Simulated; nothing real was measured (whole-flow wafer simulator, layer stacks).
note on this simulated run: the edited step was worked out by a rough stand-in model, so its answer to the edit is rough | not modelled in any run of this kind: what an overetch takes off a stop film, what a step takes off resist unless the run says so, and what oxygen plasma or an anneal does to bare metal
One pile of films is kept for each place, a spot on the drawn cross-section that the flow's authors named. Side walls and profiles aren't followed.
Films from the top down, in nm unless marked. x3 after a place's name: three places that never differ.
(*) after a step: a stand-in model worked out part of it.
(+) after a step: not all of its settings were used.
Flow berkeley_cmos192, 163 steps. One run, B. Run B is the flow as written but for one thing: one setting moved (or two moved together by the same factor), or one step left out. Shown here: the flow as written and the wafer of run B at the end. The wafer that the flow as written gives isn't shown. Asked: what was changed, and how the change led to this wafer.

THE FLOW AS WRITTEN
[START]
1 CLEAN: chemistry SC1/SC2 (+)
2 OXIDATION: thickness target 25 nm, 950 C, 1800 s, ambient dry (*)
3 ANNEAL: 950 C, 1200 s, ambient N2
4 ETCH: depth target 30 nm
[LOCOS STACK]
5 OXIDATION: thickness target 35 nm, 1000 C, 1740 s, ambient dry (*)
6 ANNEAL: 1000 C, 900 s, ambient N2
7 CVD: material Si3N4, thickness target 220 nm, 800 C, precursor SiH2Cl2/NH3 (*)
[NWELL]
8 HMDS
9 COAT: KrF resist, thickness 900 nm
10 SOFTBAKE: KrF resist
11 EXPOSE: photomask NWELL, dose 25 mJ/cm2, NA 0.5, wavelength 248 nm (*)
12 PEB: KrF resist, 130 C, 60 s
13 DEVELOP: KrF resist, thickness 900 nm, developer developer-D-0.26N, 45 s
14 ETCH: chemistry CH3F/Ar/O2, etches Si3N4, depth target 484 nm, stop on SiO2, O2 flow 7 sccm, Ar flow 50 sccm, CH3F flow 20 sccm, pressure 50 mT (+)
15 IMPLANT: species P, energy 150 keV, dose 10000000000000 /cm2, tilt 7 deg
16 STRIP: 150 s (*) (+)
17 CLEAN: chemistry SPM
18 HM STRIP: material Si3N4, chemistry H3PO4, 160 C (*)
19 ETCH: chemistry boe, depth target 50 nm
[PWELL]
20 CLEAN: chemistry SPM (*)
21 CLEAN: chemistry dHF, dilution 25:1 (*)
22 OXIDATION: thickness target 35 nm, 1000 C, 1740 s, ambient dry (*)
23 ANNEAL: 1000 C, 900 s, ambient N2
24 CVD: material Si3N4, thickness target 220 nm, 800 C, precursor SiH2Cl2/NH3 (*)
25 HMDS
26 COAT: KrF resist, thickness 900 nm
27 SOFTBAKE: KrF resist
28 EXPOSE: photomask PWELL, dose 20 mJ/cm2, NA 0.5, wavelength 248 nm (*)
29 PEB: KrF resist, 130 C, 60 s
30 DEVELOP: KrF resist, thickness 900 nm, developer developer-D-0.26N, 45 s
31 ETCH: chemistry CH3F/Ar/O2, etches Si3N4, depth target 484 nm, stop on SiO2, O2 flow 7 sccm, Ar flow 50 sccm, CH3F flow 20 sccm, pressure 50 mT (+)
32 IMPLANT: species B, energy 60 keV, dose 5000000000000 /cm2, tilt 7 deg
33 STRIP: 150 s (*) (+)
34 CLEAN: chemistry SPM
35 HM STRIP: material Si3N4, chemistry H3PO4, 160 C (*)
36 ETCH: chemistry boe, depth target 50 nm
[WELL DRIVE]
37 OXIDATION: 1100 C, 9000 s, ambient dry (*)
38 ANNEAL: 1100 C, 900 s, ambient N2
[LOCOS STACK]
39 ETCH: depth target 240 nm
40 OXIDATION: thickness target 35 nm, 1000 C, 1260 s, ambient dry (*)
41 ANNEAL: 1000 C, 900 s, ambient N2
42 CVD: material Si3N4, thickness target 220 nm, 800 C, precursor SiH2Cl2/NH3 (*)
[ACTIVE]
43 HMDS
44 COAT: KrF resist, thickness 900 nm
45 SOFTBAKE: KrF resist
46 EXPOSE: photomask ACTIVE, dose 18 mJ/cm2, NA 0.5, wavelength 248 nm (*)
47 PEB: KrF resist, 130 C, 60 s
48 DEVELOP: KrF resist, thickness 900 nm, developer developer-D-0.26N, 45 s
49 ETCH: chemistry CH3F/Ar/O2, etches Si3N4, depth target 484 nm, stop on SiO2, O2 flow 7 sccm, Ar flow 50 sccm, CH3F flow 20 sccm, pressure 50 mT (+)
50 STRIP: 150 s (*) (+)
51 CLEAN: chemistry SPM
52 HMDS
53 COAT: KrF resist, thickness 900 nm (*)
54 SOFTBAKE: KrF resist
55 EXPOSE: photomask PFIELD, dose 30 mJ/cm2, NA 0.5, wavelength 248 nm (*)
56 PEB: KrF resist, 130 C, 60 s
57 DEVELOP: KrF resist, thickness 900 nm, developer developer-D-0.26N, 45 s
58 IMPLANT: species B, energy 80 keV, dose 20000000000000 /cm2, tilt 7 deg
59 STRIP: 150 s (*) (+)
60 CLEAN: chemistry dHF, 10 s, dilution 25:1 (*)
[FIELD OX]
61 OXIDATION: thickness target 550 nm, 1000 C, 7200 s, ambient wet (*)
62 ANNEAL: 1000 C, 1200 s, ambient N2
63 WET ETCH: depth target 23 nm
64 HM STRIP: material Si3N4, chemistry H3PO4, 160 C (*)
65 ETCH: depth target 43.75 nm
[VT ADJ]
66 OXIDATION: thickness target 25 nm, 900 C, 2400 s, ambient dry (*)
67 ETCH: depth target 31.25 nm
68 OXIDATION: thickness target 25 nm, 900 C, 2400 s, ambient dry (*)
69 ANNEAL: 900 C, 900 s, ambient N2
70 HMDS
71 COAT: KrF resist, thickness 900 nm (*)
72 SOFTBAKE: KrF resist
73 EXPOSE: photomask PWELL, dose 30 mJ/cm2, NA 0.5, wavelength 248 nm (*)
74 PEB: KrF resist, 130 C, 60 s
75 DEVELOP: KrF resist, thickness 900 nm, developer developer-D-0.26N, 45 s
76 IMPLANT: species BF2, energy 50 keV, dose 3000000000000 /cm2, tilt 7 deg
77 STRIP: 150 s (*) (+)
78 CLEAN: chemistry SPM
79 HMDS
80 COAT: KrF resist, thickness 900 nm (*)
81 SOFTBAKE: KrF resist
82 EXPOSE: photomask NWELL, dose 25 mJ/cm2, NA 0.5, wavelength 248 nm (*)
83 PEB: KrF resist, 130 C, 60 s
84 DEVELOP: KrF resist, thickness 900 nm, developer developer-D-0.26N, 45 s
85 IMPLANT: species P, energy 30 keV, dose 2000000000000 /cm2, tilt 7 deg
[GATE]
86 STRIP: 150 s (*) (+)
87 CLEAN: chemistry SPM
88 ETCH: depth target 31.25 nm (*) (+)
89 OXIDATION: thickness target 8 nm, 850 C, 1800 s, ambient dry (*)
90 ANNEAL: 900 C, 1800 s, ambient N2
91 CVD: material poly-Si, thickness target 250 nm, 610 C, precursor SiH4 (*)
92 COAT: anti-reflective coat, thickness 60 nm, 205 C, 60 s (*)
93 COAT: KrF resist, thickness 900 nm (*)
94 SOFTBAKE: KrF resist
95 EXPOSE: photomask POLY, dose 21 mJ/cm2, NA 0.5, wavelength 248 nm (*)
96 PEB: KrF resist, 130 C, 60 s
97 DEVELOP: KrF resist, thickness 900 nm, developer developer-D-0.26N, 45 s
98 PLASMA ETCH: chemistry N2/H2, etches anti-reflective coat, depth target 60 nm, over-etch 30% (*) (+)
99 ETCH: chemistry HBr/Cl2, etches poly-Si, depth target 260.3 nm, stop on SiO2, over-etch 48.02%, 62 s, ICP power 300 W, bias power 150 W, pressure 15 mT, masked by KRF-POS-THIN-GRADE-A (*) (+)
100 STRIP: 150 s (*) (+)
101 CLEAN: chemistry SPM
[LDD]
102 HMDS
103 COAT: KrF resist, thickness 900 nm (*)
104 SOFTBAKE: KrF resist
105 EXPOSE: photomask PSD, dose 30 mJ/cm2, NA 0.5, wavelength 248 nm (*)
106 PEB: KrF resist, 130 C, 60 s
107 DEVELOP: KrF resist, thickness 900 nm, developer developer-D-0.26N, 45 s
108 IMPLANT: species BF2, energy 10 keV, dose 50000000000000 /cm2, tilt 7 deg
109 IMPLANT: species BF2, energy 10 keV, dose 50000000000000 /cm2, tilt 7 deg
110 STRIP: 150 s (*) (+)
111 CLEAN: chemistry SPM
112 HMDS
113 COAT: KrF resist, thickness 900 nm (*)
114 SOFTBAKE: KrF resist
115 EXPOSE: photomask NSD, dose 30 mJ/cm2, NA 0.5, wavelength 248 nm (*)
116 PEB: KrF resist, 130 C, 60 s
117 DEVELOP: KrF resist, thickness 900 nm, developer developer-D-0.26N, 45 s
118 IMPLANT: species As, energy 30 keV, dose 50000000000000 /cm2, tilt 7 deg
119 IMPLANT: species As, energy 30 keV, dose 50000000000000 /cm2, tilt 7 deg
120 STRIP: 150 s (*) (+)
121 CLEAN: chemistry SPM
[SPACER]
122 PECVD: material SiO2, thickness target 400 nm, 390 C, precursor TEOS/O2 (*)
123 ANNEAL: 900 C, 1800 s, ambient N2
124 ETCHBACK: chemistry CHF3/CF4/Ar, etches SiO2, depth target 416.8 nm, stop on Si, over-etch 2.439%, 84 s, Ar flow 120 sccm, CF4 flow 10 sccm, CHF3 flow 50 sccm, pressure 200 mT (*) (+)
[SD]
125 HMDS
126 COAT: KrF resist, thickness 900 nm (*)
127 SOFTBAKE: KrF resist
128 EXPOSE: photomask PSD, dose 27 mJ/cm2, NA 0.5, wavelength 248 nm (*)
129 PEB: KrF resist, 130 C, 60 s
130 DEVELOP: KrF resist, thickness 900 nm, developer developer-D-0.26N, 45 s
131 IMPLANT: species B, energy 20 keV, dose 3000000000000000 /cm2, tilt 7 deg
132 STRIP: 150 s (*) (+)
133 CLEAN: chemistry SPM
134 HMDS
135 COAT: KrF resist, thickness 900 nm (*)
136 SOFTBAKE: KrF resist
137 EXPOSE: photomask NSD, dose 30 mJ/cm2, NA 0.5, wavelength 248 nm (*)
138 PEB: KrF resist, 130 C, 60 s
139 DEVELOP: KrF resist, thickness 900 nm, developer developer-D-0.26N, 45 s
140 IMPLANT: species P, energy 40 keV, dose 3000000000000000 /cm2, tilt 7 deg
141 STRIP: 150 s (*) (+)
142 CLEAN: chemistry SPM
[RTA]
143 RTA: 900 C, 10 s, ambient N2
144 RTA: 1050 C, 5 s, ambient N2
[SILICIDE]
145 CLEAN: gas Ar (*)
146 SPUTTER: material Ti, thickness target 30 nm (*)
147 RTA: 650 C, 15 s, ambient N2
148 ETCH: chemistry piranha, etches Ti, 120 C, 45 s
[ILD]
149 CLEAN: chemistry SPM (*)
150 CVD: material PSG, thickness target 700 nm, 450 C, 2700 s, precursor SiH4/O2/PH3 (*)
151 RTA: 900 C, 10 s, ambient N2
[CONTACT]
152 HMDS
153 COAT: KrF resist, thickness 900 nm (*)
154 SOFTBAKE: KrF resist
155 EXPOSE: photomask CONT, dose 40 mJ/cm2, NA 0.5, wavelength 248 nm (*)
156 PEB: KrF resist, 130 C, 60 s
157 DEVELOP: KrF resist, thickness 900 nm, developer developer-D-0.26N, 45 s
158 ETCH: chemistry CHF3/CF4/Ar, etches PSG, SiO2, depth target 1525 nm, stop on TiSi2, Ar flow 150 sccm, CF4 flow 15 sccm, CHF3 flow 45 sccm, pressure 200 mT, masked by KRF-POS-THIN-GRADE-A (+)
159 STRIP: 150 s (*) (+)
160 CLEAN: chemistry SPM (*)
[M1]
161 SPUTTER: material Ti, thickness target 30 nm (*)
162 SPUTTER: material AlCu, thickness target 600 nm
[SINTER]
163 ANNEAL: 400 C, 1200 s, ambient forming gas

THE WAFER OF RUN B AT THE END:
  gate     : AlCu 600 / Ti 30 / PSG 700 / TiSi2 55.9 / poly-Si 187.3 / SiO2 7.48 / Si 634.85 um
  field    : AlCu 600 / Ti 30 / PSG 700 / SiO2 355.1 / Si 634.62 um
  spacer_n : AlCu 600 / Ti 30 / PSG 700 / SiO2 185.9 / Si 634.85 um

The cause: step 122, PECVD: thickness target 360 nm was run, where the flow has thickness target 400 nm.

How the change led to this, step by step:
  122 PECVD: material SiO2, thickness target 400 nm, 390 C, precursor TEOS/O2 (*)
      field, sd_n, contact, m1: SiO2 +360 (as written it would be: SiO2 +400)
      spacer_n, sd_p, spacer_p: SiO2 +347.1 (as written it would be: SiO2 +385.5)
      (and at 2 more places)
  124 ETCHBACK: chemistry CHF3/CF4/Ar, etches SiO2, depth target 416.8 nm, stop on Si, over-etch 2.439%, 84 s, Ar flow 120 sccm, CF4 flow 10 sccm, CHF3 flow 50 sccm, pressure 200 mT (*) (+)
      gate, gate_p: SiO2 -360 (all of it), chemical SiO2 -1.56 (all of it), poly-Si -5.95 (as written it would be: SiO2 -400 (all of it), chemical SiO2 -1.56 (all of it), poly-Si -2.31)
      sd_n: SiO2 -366 (all of it) (as written it would be: SiO2 -406 (all of it))
      (and at 3 more places)
  126 COAT: KrF resist, thickness 900 nm (*)
      sd_n: KrF resist +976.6 (new film) (as written it would be: KrF resist +999.7 (new film))
      spacer_n: KrF resist +809.3 (new film) (as written it would be: KrF resist +791.6 (new film))
      (and at 5 more places)
  130 DEVELOP: KrF resist, thickness 900 nm, developer developer-D-0.26N, 45 s
      sd_p: KrF resist -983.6 (all of it) (as written it would be: KrF resist -1004.6 (all of it))
      spacer_p: KrF resist -804.1 (all of it) (as written it would be: KrF resist -784.6 (all of it))
      (and at 1 more place)
  132 STRIP: 150 s (*) (+)
      sd_n: chemical SiO2 +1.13 (new film), KrF resist -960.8 (all of it), Si -0.5 (as written it would be: chemical SiO2 +1.13 (new film), KrF resist -983.9 (all of it), Si -0.5)
      spacer_n: KrF resist -793.8 (all of it) (as written it would be: KrF resist -776.1 (all of it))
      (and at 2 more places)
  135 COAT: KrF resist, thickness 900 nm (*)
      sd_n: KrF resist +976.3 (new film) (as written it would be: KrF resist +999.2 (new film))
      spacer_n: KrF resist +809.6 (new film) (as written it would be: KrF resist +791.1 (new film))
      (and at 5 more places)
  139 DEVELOP: KrF resist, thickness 900 nm, developer developer-D-0.26N, 45 s
      sd_n: KrF resist -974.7 (all of it) (as written it would be: KrF resist -997.6 (all of it))
      spacer_n: KrF resist -808.4 (all of it) (as written it would be: KrF resist -789.9 (all of it))
      (and at 1 more place)
  141 STRIP: 150 s (*) (+)
      gate_p: KrF resist -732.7 (all of it), chemical SiO2 +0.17, poly-Si -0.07 (as written it would be: KrF resist -749.1 (all of it), chemical SiO2 +0.16)
      sd_p: KrF resist -969.1 (all of it), chemical SiO2 +0.17, Si -0.07 (as written it would be: KrF resist -989.8 (all of it), chemical SiO2 +0.16, Si -0.07)
      (and at 2 more places)
  146 SPUTTER: material Ti, thickness target 30 nm (*)
      sd_p: Ti +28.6 (new film) (as written it would be: Ti +28 (new film))
  147 RTA: 650 C, 15 s, ambient N2
      sd_p: Ti -22.3, TiSi first +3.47 (new film), TiSi2 C49 +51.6 (new film), Si -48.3 (as written it would be: Ti -21.9, TiSi first +2.35 (new film), TiSi2 C49 +52.1 (new film), Si -48.1)
  151 RTA: 900 C, 10 s, ambient N2
      sd_p: under 1 film: TiSi2 +53.3 (new film), TiSi first -3.36 (all of it), TiSi2 C49 -51.6 (all of it), Si -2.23 (as written it would be: under 1 film: TiSi2 +52.2 (new film), TiSi first -2.25 (all of it), TiSi2 C49 -52.1 (all of it), Si -1.5)
  153 COAT: KrF resist, thickness 900 nm (*)
      sd_n: KrF resist +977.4 (new film) (as written it would be: KrF resist +1002.2 (new film))
      gate: KrF resist +784.1 (new film) (as written it would be: KrF resist +809.7 (new film))
      (and at 3 more places)
  159 STRIP: 150 s (*) (+)
      sd_n: KrF resist -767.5 (all of it) (as written it would be: KrF resist -792.3 (all of it))
      gate: KrF resist -574.6 (all of it) (as written it would be: KrF resist -600.1 (all of it))
      (and at 4 more places)
  161 SPUTTER: material Ti, thickness target 30 nm (*)
      sd_p: Ti +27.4 (new film) (as written it would be: Ti +26.6 (new film))
  162 SPUTTER: material AlCu, thickness target 600 nm
      sd_p: AlCu +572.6 (new film) (as written it would be: AlCu +551.2 (new film))
